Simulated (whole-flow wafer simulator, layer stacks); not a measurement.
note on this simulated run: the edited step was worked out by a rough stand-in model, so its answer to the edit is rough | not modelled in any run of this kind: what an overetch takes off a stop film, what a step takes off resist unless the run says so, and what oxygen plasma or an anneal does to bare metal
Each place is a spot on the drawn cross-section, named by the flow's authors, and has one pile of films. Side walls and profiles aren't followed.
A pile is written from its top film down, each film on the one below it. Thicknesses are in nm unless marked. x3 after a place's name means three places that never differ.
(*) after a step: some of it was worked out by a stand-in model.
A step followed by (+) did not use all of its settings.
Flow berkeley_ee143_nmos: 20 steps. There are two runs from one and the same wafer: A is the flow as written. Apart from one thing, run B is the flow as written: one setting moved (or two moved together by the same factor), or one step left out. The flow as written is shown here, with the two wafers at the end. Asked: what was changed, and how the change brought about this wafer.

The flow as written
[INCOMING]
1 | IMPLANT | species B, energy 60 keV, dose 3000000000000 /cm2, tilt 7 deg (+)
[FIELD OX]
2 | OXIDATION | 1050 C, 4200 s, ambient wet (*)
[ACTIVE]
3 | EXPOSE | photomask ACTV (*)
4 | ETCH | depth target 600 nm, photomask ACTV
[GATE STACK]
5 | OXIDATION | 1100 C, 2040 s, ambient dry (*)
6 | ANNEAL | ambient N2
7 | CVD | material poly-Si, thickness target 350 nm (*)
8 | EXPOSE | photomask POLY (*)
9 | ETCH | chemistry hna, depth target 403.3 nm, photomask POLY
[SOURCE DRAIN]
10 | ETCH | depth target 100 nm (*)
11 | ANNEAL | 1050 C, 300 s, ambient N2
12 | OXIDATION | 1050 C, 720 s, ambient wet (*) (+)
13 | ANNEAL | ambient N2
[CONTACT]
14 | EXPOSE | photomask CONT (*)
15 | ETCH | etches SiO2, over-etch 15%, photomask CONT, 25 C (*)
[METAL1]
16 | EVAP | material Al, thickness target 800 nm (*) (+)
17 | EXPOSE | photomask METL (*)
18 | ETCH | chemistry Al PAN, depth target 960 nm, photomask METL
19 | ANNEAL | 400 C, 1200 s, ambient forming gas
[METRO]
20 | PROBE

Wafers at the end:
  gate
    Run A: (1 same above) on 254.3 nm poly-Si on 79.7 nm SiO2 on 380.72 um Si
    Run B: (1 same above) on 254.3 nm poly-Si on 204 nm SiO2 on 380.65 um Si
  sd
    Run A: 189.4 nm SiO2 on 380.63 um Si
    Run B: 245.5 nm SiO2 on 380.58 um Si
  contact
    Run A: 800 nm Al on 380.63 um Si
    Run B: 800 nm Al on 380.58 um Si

Cause: step 2, OXIDATION: 1129 C was run, though the flow has 1050 C.

How this came from the change, step by step:
  2 | OXIDATION | 1050 C, 4200 s, ambient wet (*)
      gate, sd, contact, field: A SiO2 gains 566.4 (new film), chemical SiO2 loses 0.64 (all of it), Si loses 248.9 | B SiO2 gains 776 (new film), chemical SiO2 loses 0.64 (all of it), Si loses 341.1
  4 | ETCH | depth target 600 nm, photomask ACTV
      gate, sd, contact: A SiO2 loses 566.4 (all of it) | B SiO2 loses 600
  5 | OXIDATION | 1100 C, 2040 s, ambient dry (*)
      gate, sd, contact: A SiO2 gains 79.7 (new film), Si loses 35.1 | B SiO2 gains 28.1, Si loses 12.3
      field: A SiO2 gains 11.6, Si loses 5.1 | B SiO2 gains 8.79, Si loses 3.87
  10 | ETCH | depth target 100 nm (*)
      sd, contact: A SiO2 loses 79.7 (all of it) | B SiO2 loses 100
  12 | OXIDATION | 1050 C, 720 s, ambient wet (*) (+)
      sd, contact: A SiO2 gains 189.4 (new film), Si loses 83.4 | B SiO2 gains 141.5, Si loses 62.3
      field: A SiO2 gains 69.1, Si loses 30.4 | B SiO2 gains 53.1, Si loses 23.4
  15 | ETCH | etches SiO2, over-etch 15%, photomask CONT, 25 C (*)
      contact: A SiO2 loses 189.4 (all of it) | B SiO2 loses 245.5 (all of it)
